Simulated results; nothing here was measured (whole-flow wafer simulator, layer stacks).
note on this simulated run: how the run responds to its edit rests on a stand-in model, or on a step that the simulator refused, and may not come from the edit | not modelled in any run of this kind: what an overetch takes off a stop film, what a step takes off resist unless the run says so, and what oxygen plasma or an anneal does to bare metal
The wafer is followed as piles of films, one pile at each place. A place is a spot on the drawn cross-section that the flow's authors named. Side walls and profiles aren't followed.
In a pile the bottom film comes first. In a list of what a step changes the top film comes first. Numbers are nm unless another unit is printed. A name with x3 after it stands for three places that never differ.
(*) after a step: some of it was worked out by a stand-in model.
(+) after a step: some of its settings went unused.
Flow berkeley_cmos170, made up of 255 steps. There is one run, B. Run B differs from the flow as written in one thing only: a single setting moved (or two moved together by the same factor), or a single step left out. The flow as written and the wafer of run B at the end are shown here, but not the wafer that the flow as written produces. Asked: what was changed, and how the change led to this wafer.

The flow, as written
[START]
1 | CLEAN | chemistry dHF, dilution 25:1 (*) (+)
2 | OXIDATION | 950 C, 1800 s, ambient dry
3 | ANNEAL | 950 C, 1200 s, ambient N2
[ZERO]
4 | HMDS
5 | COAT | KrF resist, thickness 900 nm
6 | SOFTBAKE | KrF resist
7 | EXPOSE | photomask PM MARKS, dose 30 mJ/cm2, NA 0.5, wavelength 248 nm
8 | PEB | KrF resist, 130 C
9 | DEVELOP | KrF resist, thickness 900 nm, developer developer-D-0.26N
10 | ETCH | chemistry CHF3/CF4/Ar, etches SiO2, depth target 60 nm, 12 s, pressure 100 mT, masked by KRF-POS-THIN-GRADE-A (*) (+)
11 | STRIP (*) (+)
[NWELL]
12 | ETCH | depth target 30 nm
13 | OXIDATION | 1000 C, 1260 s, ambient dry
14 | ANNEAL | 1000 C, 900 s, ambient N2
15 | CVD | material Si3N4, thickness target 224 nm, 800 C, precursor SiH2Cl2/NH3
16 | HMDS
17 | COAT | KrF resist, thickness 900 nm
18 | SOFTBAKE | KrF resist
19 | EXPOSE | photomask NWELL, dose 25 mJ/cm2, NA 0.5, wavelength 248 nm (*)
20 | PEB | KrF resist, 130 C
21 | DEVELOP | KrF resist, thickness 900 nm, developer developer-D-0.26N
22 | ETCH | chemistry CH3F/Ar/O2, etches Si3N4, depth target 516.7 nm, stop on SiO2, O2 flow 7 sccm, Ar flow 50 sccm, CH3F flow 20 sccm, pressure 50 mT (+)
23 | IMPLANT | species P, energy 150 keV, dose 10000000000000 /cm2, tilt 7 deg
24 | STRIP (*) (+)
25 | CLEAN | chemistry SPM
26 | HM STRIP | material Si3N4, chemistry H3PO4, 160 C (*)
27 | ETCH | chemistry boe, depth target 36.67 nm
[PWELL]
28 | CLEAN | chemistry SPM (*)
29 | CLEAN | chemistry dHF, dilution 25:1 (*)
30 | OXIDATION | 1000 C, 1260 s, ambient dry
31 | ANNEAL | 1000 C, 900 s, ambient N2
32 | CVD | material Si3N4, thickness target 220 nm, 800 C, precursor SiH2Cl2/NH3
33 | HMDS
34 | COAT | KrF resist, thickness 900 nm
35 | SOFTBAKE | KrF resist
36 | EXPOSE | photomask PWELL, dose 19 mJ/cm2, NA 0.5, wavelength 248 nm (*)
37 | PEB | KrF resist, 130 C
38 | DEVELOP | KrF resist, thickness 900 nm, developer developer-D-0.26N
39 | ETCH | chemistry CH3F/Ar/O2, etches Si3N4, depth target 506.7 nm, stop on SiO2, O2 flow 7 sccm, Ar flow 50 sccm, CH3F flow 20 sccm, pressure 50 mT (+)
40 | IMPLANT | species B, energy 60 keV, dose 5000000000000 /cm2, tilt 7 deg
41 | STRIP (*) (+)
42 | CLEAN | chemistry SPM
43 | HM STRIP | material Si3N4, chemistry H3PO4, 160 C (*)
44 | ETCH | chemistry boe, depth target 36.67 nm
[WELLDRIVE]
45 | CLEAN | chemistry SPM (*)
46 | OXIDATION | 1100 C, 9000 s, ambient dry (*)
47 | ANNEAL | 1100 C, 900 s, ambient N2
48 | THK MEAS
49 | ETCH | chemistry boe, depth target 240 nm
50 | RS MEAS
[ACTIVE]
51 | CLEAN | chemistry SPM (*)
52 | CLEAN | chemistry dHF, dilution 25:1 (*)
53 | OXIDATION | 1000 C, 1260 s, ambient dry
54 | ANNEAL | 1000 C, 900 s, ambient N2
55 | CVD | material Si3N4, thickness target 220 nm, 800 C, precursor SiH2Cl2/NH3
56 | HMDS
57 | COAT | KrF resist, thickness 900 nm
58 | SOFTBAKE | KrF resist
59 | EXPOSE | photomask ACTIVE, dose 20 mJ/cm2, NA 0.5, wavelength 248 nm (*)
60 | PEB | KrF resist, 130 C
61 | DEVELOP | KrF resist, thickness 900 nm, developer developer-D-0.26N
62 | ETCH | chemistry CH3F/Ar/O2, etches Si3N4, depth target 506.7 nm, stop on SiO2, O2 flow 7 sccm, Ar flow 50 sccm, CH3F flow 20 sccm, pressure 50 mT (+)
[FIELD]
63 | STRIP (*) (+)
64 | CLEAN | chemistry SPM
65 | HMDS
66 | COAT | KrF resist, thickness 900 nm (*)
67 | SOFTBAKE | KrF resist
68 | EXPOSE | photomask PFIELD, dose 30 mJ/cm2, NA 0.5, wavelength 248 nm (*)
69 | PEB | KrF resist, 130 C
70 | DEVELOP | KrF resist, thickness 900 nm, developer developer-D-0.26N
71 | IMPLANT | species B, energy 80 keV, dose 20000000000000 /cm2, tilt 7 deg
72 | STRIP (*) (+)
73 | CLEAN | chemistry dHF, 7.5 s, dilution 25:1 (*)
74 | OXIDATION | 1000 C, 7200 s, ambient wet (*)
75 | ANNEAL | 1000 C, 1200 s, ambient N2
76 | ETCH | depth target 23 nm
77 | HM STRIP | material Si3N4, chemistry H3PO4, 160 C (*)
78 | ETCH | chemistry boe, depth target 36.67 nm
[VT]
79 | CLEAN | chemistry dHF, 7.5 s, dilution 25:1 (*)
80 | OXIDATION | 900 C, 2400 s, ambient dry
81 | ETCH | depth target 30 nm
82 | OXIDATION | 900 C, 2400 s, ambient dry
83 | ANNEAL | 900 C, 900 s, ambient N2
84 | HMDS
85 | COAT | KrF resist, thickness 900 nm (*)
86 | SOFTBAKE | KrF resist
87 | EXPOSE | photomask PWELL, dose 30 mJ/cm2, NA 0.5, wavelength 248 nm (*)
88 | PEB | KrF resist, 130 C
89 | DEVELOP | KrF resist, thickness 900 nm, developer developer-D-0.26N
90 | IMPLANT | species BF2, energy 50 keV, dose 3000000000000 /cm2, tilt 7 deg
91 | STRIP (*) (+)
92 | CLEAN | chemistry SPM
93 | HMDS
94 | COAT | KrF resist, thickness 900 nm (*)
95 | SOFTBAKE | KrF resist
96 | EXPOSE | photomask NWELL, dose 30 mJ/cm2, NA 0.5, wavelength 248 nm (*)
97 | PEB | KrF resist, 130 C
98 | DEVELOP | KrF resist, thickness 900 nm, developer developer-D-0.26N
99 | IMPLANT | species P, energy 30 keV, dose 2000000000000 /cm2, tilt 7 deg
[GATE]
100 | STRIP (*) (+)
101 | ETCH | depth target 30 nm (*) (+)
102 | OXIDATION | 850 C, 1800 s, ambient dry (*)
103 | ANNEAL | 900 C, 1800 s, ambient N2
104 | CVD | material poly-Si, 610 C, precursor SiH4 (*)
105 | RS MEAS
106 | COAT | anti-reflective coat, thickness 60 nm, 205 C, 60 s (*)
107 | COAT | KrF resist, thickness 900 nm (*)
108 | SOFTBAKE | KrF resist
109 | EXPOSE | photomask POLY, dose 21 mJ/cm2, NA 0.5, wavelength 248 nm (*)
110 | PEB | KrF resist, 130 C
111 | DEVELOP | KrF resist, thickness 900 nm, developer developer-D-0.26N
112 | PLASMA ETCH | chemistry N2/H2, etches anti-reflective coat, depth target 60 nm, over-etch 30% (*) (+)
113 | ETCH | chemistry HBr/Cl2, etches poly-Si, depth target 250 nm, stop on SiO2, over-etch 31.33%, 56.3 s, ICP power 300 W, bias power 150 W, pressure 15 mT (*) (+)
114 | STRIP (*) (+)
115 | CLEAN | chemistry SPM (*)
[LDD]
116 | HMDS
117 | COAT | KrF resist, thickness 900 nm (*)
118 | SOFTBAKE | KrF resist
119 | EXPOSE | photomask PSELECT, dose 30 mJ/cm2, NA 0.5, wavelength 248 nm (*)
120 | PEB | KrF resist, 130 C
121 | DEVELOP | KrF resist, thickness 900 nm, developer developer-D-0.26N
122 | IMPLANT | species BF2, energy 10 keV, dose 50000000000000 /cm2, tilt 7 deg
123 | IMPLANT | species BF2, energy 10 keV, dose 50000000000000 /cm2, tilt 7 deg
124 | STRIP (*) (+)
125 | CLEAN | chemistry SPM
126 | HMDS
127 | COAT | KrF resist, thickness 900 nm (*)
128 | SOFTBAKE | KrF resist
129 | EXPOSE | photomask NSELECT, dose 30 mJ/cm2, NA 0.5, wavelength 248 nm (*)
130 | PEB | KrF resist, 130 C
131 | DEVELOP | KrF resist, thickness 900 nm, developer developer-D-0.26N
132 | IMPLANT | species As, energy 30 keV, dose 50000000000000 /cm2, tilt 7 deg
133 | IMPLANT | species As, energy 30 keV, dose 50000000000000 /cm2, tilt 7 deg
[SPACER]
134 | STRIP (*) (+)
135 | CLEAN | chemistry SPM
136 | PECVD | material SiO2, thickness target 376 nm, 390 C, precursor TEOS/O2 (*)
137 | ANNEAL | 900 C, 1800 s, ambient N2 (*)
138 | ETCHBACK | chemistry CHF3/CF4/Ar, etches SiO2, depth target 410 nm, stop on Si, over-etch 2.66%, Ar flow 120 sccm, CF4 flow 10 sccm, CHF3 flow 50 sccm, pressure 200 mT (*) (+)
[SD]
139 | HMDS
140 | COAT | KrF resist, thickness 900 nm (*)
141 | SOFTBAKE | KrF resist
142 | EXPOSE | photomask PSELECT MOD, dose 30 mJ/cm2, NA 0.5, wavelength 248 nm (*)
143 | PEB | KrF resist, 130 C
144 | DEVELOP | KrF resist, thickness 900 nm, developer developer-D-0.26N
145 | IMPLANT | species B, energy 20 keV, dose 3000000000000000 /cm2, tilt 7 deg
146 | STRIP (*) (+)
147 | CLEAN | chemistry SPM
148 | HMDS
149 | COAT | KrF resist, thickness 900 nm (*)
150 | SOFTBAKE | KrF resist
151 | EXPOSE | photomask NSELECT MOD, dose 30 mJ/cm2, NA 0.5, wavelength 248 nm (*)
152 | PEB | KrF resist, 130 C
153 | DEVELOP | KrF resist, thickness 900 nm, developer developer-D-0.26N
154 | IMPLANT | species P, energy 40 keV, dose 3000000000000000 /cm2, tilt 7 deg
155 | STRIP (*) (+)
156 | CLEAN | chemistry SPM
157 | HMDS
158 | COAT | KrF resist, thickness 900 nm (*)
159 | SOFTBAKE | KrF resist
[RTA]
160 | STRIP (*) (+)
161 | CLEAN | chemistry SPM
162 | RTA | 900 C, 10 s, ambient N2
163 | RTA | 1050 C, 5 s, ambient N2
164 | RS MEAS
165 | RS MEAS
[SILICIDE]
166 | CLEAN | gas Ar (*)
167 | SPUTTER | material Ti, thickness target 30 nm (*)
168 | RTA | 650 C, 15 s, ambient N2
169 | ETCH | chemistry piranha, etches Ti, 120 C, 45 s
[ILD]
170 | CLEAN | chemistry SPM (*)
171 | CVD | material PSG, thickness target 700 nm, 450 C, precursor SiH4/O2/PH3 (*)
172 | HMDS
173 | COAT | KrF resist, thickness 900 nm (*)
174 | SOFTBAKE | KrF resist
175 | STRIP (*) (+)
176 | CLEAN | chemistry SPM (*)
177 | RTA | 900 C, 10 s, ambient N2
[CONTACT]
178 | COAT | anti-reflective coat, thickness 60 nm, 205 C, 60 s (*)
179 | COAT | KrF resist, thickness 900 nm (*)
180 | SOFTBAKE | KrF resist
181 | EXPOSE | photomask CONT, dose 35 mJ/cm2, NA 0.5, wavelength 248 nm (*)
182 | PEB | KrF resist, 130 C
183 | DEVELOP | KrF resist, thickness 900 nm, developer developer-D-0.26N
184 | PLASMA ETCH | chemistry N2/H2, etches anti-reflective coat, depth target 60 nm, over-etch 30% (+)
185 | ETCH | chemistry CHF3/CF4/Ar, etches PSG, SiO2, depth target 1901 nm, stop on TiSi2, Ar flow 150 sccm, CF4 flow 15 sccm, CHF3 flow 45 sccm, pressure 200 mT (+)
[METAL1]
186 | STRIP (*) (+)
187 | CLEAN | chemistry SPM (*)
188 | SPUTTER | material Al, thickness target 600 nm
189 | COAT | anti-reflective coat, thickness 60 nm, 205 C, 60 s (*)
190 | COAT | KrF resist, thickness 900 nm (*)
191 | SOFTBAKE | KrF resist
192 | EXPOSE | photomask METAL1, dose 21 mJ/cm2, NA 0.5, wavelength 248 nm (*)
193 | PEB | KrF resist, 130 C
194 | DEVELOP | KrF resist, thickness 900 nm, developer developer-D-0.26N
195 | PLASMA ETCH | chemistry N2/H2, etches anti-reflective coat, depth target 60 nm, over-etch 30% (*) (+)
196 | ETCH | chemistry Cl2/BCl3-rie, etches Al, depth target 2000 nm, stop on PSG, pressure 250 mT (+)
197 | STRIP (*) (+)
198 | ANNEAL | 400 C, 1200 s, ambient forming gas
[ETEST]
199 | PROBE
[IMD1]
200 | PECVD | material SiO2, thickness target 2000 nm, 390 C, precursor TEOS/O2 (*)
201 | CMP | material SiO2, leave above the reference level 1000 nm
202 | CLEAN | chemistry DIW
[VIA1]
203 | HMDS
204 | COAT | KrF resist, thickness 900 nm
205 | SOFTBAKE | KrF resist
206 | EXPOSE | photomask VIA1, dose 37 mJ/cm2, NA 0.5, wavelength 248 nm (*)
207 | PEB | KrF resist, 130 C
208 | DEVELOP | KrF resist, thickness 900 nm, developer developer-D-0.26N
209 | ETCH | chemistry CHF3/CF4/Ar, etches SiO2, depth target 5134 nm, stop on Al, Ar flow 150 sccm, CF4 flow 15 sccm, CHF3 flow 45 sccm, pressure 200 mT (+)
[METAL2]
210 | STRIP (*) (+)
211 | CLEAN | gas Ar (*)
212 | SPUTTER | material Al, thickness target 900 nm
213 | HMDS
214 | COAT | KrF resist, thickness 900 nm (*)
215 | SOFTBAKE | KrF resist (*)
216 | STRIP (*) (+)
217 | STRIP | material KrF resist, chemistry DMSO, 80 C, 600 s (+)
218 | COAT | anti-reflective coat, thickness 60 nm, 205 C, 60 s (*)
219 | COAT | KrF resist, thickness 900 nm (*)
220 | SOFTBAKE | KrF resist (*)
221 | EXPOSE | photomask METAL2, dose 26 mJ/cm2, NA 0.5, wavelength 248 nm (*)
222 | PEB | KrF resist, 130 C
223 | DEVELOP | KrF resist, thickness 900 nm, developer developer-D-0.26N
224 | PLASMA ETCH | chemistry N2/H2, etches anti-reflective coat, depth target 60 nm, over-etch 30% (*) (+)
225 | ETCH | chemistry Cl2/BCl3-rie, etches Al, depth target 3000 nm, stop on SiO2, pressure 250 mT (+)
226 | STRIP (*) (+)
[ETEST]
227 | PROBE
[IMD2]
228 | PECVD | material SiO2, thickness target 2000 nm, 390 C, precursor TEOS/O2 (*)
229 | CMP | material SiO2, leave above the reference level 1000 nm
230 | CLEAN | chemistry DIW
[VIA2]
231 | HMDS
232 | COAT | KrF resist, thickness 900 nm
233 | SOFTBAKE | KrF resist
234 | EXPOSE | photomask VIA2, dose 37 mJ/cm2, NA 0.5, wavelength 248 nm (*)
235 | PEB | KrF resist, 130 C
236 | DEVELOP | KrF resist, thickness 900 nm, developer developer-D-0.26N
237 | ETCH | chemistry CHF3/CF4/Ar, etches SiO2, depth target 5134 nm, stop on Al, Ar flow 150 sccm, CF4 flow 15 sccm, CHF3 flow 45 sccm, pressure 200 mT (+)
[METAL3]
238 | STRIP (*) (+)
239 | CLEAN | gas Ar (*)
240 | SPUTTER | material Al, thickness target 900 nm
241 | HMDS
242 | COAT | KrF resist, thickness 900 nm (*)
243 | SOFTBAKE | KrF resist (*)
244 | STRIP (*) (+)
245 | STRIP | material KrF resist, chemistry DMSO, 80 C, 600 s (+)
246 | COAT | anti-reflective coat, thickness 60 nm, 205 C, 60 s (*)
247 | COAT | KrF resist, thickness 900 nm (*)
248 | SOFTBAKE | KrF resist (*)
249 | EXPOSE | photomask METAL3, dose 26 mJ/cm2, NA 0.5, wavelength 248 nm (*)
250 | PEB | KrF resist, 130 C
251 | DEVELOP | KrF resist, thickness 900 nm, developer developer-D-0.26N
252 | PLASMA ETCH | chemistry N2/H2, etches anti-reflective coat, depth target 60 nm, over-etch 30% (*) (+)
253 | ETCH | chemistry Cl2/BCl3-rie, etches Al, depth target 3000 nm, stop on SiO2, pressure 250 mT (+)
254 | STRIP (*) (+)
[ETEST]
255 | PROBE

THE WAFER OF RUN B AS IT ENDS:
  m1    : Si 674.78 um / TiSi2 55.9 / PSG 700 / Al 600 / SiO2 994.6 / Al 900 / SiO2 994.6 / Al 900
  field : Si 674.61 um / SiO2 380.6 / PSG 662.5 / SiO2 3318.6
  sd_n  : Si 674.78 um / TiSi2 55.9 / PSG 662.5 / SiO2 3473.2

What caused this: step 2, OXIDATION: 1140 C was run, though the flow has 950 C.

The path from the change to this, step by step:
  2 | OXIDATION | 950 C, 1800 s, ambient dry
      field, sd_n, spacer_n and 9 more: SiO2 gains 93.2 (new film), Si loses 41 (it would be, as written: SiO2 gains 20.4 (new film), Si loses 8.98)
  12 | ETCH | depth target 30 nm
      field, sd_n, spacer_n and 9 more: SiO2 loses 30 (it would be, as written: SiO2 loses 20.4 (all of it))
  13 | OXIDATION | 1000 C, 1260 s, ambient dry
      field, sd_n, spacer_n and 9 more: SiO2 gains 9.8, Si loses 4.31 (it would be, as written: SiO2 gains 26.6 (new film), Si loses 11.7)
  27 | ETCH | chemistry boe, depth target 36.67 nm
      field, sd_n, spacer_n and 6 more: SiO2 loses 36.7 (it would be, as written: SiO2 loses 24.5 (all of it))
      sd_p, spacer_p, gate_p: SiO2 loses 36.7 (it would be, as written: SiO2 loses 13.5 (all of it))
  28 | CLEAN | chemistry SPM (*)
      field, sd_n, spacer_n and 9 more: nothing (it would be, as written: chemical SiO2 gains 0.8 (new film), Si loses 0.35)
  29 | CLEAN | chemistry dHF, dilution 25:1 (*)
      field, sd_n, spacer_n and 9 more: nothing (it would be, as written: chemical SiO2 loses 0.8 (all of it))
  30 | OXIDATION | 1000 C, 1260 s, ambient dry
      field, sd_n, spacer_n and 6 more: SiO2 gains 11.7, Si loses 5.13 (it would be, as written: SiO2 gains 26.6 (new film), Si loses 11.7)
      sd_p, spacer_p, gate_p: SiO2 gains 13.3, Si loses 5.85 (it would be, as written: SiO2 gains 26.6 (new film), Si loses 11.7)
  44 | ETCH | chemistry boe, depth target 36.67 nm
      m1, via1, m2, via2: SiO2 loses 36.7 (it would be, as written: SiO2 loses 24.5 (all of it))
      field, sd_n, spacer_n, gate_n, contact: SiO2 loses 33 (all of it) (it would be, as written: SiO2 loses 13.7 (all of it))
      (as well as at 3 more places)
  45 | CLEAN | chemistry SPM (*)
      m1, via1, m2, via2: nothing (it would be, as written: chemical SiO2 gains 0.8 (new film), Si loses 0.35)
  46 | OXIDATION | 1100 C, 9000 s, ambient dry (*)
      m1, via1, m2, via2: SiO2 gains 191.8, Si loses 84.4 (it would be, as written: SiO2 gains 197.7 (new film), chemical SiO2 loses 0.8 (all of it), Si loses 86.6)
  201 | CMP | material SiO2, leave above the reference level 1000 nm
      contact: SiO2 loses 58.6 (it would be, as written: SiO2 loses 61.1)
